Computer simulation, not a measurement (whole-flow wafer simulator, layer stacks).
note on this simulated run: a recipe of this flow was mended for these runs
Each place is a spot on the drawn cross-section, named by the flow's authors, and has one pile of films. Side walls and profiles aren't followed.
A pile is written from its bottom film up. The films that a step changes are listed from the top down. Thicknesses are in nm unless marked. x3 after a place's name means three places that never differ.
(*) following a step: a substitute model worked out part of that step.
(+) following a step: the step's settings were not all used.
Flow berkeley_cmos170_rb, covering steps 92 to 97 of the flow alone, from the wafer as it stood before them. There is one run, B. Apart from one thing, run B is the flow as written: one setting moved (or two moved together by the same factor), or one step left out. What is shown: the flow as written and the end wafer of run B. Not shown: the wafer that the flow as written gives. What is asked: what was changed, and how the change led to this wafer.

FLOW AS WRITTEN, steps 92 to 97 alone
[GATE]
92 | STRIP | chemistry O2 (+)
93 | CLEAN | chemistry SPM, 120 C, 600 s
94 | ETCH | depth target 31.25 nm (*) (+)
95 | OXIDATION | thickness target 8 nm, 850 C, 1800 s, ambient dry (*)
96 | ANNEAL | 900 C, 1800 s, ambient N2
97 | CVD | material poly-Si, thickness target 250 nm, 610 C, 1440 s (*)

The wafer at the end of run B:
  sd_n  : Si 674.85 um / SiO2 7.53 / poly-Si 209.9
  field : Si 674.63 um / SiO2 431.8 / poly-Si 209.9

What caused this: step 97, CVD: 1210 s was run, while the flow as written has 1440 s.

Step by step, how the change led to this:
  97 | CVD | material poly-Si, thickness target 250 nm, 610 C, 1440 s (*)
      field, sd_n, spacer_n, gate, sd_p, spacer_p x2, contact, m1: +209.9 poly-Si (new film) (as written it would have been: +250 poly-Si (new film))
